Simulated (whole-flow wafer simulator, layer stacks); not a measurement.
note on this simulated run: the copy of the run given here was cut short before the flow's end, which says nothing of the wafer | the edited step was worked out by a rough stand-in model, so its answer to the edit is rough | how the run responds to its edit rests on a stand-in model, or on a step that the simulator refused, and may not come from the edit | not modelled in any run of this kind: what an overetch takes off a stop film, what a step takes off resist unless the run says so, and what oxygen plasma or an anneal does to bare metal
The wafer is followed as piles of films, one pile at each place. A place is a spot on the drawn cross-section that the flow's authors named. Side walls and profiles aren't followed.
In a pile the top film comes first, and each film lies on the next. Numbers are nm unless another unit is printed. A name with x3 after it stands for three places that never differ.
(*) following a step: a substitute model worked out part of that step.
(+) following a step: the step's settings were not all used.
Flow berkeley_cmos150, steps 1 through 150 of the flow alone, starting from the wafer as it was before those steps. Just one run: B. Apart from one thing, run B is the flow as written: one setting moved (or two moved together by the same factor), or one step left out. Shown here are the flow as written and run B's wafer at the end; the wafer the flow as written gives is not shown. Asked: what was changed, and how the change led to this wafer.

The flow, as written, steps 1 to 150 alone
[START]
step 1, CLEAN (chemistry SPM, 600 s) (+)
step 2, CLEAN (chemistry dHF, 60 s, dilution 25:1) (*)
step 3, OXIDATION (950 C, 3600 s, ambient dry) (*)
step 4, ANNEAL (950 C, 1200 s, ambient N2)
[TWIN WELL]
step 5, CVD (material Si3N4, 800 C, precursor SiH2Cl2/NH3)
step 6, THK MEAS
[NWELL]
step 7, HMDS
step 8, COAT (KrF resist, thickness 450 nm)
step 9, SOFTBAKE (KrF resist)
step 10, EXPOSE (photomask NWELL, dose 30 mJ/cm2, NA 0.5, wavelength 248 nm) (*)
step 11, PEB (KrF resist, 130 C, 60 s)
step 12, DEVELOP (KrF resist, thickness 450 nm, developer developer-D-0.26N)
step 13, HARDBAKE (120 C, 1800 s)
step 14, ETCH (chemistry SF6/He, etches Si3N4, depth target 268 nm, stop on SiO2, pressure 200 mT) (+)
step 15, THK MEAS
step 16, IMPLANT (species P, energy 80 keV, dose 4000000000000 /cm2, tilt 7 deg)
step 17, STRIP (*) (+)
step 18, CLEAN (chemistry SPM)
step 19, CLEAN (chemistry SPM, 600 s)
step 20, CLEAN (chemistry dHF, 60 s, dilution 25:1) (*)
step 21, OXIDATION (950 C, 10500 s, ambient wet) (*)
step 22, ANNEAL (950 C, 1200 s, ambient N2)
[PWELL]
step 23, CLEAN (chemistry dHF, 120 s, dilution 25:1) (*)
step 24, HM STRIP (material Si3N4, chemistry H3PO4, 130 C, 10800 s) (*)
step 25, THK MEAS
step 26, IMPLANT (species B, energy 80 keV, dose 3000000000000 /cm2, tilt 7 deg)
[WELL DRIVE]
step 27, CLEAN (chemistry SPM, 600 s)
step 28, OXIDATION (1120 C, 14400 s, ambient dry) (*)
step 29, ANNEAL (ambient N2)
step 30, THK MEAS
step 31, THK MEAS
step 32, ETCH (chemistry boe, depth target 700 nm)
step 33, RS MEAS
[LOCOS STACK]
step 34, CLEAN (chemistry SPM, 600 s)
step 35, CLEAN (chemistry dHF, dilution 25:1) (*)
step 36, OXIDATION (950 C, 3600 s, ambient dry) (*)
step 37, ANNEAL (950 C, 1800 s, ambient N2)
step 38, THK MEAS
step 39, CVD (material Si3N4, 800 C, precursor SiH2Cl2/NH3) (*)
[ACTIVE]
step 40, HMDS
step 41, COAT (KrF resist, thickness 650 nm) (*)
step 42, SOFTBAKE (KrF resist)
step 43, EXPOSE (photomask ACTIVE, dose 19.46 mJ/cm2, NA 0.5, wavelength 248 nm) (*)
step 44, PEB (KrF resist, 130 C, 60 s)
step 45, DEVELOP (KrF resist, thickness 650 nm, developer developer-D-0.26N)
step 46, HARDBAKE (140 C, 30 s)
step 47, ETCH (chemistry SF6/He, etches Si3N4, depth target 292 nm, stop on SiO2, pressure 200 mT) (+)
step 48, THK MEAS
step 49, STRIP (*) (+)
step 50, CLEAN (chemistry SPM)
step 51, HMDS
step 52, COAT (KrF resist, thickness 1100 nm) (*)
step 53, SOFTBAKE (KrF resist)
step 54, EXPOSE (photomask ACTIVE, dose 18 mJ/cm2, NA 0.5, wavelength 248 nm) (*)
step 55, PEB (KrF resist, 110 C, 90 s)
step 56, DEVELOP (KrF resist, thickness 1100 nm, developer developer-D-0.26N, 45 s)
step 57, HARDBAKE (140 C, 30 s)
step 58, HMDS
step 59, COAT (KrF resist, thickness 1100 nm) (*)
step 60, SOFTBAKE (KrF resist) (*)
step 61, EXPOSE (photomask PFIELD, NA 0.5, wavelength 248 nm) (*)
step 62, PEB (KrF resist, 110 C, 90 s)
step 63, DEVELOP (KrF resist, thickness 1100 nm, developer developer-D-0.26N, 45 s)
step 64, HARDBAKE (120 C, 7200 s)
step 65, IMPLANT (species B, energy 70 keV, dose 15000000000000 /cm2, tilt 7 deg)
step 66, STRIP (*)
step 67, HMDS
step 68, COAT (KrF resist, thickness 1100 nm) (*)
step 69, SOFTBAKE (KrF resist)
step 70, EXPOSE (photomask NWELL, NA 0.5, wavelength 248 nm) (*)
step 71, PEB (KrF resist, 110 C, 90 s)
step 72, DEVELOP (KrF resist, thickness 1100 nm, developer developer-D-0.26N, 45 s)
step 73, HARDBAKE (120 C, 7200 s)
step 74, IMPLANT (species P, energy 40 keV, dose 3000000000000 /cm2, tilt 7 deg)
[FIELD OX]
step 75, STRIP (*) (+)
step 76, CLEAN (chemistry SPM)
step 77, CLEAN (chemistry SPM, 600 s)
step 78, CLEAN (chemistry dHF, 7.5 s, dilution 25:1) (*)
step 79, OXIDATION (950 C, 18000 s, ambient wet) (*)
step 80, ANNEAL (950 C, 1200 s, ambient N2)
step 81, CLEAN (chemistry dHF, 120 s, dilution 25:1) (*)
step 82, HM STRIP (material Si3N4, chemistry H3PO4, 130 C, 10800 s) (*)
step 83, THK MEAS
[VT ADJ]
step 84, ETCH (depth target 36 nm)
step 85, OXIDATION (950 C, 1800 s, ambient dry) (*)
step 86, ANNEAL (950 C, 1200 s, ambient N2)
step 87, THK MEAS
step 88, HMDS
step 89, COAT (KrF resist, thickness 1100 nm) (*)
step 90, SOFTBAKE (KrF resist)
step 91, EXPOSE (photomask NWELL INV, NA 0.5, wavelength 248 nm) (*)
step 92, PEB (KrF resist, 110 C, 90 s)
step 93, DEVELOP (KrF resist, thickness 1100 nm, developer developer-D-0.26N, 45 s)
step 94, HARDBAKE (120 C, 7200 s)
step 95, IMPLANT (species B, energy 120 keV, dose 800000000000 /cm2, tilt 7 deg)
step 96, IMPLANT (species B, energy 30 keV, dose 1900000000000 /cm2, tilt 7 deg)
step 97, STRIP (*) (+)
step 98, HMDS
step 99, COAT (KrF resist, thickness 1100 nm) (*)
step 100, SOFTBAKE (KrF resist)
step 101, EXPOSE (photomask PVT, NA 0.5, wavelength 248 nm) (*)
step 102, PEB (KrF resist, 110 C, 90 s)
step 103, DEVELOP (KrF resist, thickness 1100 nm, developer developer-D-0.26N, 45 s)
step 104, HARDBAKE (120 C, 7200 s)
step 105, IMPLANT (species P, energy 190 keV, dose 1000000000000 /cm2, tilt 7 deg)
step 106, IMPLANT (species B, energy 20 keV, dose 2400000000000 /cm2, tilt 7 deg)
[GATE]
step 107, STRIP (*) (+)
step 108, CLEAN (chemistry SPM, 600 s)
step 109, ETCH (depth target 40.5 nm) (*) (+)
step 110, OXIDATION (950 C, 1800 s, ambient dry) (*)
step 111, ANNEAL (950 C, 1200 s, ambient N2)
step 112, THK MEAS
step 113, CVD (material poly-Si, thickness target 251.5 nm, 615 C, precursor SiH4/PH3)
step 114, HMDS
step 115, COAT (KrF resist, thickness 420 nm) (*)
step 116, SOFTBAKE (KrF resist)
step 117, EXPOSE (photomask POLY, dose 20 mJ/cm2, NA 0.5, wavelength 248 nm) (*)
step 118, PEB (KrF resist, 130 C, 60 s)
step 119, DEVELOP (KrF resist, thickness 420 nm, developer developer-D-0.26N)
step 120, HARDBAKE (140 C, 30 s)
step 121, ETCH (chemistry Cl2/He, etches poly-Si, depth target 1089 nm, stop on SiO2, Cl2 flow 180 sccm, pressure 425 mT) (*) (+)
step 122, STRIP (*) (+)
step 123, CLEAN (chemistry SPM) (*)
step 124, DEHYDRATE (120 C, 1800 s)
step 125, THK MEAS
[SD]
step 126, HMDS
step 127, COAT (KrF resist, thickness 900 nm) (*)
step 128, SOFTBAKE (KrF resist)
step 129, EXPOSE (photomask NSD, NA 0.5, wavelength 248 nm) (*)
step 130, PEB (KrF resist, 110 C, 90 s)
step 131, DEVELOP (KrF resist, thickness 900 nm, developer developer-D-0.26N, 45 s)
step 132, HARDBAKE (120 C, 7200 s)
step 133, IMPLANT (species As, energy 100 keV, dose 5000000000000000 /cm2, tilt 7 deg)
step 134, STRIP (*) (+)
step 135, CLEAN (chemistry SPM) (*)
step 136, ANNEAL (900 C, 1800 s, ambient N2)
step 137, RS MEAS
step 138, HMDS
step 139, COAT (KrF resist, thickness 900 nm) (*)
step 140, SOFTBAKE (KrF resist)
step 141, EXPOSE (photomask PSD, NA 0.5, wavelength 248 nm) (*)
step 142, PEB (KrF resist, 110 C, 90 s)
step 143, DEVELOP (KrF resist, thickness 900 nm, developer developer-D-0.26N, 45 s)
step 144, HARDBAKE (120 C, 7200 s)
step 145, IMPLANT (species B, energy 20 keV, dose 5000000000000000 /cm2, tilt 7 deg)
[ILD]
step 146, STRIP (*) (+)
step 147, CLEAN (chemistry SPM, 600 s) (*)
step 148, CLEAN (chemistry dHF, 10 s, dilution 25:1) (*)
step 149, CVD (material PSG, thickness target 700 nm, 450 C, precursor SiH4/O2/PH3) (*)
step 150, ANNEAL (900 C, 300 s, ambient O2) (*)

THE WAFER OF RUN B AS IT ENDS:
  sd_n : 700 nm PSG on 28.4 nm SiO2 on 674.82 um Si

The reason: step 39, CVD: 762 C was run, whereas the flow has 800 C.

Step by step, how the change led to this:
  step 39, CVD (material Si3N4, 800 C, precursor SiH2Cl2/NH3) (*)
      field, field_p, sd_n, gate_n, sd_p, gate_p, contact, m1: +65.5 Si3N4 (new film) (in the flow as written it would be: +106 Si3N4 (new film))
  step 47, ETCH (chemistry SF6/He, etches Si3N4, depth target 292 nm, stop on SiO2, pressure 200 mT) (+)
      sd_n, gate_n, sd_p, gate_p, contact, m1: -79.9 KrF resist (in the flow as written it would be: -124 KrF resist)
      field, field_p: -65.5 Si3N4 (all of it), -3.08 SiO2 (in the flow as written it would be: -106 Si3N4 (all of it), -3.08 SiO2)
  step 49, STRIP (*) (+)
      sd_n: -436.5 KrF resist (all of it) (in the flow as written it would be: -392.4 KrF resist (all of it))
      gate_n: -444.7 KrF resist (all of it) (in the flow as written it would be: -400.6 KrF resist (all of it))
      (as well as at 4 more places)
  step 52, COAT (KrF resist, thickness 1100 nm) (*)
      sd_n: +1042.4 KrF resist (new film) (in the flow as written it would be: +1019.1 KrF resist (new film))
      m1: +1052.4 KrF resist (new film) (in the flow as written it would be: +1029.1 KrF resist (new film))
  step 57, HARDBAKE (140 C, 30 s)
      sd_n: -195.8 KrF resist (in the flow as written it would be: -191.5 KrF resist)
      m1: -197.7 KrF resist (in the flow as written it would be: -193.3 KrF resist)
  step 66, STRIP (*)
      sd_n: -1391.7 KrF resist (all of it) (in the flow as written it would be: -1362.4 KrF resist (all of it))
      m1: -1423.4 KrF resist (all of it) (in the flow as written it would be: -1394.8 KrF resist (all of it))
  step 68, COAT (KrF resist, thickness 1100 nm) (*)
      sd_n: +1042.4 KrF resist (new film) (in the flow as written it would be: +1019.1 KrF resist (new film))
      m1: +1052.4 KrF resist (new film) (in the flow as written it would be: +1029.1 KrF resist (new film))
  step 75, STRIP (*) (+)
      sd_n: -1005.3 KrF resist (all of it) (in the flow as written it would be: -982.6 KrF resist (all of it))
      m1: -1015 KrF resist (all of it) (in the flow as written it would be: -992.3 KrF resist (all of it))
  step 79, OXIDATION (950 C, 18000 s, ambient wet) (*)
      sd_n: +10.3 SiO2 (new film), -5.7 Si3N4, +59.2 SiO2, -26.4 Si (in the flow as written it would be: +10.3 SiO2 (new film), -5.7 Si3N4, +34.7 SiO2, -15.4 Si)
  step 82, HM STRIP (material Si3N4, chemistry H3PO4, 130 C, 10800 s) (*)
      sd_n, gate_n, contact, m1: -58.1 Si3N4 (all of it), -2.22 SiO2 (in the flow as written it would be: -98.7 Si3N4 (all of it), -1.88 SiO2)
      sd_p, gate_p: -58 Si3N4 (all of it), -2.23 SiO2 (in the flow as written it would be: -98.6 Si3N4 (all of it), -1.88 SiO2)
  step 85, OXIDATION (950 C, 1800 s, ambient dry) (*)
      sd_n: +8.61 SiO2, -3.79 Si (in the flow as written it would be: +12.2 SiO2, -5.35 Si)
  step 109, ETCH (depth target 40.5 nm) (*) (+)
      sd_n: -40.5 SiO2 (in the flow as written it would be: -40.4 SiO2 (all of it))
  step 110, OXIDATION (950 C, 1800 s, ambient dry) (*)
      sd_n: +13 SiO2, -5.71 Si (in the flow as written it would be: +20.4 SiO2 (new film), -8.98 Si)
